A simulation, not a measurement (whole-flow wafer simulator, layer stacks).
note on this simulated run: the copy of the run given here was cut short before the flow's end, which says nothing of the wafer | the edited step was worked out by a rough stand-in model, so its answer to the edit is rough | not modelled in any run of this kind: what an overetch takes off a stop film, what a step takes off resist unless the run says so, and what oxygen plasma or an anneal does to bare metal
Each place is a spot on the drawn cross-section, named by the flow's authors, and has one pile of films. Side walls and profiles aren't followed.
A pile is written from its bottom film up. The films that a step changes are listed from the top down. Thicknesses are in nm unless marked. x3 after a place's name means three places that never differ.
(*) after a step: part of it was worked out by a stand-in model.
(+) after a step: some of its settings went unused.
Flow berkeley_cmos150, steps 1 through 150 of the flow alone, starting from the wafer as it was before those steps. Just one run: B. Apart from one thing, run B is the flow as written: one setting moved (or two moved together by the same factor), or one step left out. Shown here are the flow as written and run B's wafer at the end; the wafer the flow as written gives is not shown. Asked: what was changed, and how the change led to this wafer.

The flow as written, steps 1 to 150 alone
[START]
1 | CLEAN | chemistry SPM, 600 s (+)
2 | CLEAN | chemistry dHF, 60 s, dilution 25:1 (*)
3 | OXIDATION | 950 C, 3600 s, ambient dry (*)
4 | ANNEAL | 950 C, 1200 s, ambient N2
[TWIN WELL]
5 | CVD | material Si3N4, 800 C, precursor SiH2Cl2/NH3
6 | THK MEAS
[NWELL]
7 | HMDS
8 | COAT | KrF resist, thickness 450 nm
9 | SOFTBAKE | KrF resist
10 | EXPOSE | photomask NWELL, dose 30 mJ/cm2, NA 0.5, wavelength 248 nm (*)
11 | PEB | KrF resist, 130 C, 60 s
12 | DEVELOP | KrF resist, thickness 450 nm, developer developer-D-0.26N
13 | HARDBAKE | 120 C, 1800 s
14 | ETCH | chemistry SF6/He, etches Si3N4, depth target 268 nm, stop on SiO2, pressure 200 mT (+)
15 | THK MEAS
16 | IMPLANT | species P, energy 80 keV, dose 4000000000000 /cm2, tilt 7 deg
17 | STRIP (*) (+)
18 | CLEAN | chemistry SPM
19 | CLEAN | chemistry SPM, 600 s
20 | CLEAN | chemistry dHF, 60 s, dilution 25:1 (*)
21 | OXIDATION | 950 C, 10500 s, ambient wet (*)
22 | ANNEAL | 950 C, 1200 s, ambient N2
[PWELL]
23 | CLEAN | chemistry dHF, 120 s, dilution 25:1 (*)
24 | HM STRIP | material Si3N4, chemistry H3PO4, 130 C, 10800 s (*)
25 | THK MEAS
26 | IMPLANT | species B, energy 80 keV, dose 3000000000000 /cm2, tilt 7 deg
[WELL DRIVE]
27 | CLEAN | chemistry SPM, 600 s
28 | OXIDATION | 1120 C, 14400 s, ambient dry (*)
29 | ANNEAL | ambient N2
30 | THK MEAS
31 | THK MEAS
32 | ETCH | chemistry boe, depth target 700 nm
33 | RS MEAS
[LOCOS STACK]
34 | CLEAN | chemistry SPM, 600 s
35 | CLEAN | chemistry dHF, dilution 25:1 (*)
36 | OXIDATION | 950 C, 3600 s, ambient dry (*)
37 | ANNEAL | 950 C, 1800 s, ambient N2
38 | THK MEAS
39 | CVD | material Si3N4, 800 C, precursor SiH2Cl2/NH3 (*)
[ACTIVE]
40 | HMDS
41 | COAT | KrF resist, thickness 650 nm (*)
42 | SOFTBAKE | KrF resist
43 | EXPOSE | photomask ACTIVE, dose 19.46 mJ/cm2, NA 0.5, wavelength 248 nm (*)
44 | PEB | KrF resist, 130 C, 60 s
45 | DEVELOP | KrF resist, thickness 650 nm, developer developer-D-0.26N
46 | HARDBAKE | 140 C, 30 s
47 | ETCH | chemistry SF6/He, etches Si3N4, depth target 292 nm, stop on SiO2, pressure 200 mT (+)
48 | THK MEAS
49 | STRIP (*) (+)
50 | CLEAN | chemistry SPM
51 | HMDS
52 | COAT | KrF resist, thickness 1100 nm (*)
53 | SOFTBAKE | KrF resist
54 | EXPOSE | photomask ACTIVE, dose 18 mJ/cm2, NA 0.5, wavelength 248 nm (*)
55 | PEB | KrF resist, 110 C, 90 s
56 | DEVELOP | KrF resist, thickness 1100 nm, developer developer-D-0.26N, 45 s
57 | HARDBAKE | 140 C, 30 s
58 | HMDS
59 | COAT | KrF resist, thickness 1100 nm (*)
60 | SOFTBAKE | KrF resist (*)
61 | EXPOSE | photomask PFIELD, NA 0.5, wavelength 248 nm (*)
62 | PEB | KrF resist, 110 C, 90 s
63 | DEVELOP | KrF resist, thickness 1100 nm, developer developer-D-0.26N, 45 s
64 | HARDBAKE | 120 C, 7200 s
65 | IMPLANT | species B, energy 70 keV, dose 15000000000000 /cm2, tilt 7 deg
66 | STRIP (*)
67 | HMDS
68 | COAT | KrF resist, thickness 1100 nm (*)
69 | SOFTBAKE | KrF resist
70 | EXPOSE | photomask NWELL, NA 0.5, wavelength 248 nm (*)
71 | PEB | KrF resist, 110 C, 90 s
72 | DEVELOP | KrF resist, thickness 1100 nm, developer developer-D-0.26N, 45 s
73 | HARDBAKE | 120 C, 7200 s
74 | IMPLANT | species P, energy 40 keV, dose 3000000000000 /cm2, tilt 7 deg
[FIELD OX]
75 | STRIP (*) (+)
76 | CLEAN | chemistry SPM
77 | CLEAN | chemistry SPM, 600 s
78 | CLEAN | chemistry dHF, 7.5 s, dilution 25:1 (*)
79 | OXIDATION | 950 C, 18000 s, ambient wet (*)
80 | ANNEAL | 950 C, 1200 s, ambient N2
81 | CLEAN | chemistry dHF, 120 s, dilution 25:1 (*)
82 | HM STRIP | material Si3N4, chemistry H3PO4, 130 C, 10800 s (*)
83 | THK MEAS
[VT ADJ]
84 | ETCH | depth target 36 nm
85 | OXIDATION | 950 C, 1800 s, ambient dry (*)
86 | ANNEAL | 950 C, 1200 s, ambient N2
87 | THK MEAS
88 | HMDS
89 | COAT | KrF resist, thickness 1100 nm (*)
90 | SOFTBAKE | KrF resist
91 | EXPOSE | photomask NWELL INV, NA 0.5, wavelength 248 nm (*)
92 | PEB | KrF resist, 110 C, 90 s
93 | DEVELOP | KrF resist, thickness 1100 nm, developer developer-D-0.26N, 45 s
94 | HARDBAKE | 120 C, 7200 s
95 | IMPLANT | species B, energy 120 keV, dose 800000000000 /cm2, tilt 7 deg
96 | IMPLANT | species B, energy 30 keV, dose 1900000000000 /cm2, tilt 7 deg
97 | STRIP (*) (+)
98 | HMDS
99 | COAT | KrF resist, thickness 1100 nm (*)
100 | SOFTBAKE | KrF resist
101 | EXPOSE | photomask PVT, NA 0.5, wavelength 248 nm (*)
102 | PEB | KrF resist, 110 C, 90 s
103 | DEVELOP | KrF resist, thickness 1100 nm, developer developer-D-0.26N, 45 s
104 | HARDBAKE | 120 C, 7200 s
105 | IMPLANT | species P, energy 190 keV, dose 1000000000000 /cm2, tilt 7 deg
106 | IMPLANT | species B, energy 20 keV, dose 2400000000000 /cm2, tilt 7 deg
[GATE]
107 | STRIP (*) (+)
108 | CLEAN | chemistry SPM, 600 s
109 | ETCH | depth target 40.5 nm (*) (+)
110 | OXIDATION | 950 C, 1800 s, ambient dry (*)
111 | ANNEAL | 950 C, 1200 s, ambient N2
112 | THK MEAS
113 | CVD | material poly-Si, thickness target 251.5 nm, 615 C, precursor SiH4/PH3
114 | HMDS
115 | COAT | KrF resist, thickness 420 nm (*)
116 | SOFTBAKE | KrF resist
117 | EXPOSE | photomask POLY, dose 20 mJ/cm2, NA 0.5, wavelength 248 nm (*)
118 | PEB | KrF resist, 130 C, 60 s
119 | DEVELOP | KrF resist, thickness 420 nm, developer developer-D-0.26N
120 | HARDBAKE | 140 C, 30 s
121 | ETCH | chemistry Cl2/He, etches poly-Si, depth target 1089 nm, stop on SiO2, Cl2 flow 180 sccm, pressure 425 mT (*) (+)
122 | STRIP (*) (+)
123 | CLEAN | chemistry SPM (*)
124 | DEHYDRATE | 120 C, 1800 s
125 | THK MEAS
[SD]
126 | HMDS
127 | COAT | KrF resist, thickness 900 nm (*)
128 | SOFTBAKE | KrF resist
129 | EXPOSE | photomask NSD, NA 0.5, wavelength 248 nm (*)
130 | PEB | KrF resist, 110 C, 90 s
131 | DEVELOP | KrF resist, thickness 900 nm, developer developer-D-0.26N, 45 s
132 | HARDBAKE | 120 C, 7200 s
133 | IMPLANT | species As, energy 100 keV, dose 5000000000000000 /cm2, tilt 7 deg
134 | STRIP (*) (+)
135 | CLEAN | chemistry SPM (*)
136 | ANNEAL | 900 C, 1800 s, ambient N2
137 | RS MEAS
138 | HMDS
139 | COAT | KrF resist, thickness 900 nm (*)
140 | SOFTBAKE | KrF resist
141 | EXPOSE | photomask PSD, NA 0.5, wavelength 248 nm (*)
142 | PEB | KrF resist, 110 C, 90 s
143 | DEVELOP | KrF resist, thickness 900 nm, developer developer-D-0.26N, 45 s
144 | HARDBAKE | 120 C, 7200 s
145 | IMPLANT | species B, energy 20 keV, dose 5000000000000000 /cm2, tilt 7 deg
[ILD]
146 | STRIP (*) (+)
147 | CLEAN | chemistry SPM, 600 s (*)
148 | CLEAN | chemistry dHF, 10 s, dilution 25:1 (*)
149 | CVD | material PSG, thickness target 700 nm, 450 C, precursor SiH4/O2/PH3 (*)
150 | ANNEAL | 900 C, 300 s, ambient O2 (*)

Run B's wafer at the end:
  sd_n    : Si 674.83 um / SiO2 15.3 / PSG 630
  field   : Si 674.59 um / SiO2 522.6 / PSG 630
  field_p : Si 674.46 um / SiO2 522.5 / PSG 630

Cause: step 149, CVD: thickness target 630 nm was run, while the flow as written has thickness target 700 nm.
The wafer itself shows it: sd_n has PSG 630, and step 149 as written asks for 700 nm.

Step by step, how the change led to this:
  149 | CVD | material PSG, thickness target 700 nm, 450 C, precursor SiH4/O2/PH3 (*)
      field, field_p, sd_n, gate_n, gate_p, contact, m1: PSG gains 630 (new film) (in the flow as written it would be: PSG gains 700 (new film))
      sd_p: PSG gains 577.4 (new film) (in the flow as written it would be: PSG gains 639.5 (new film))
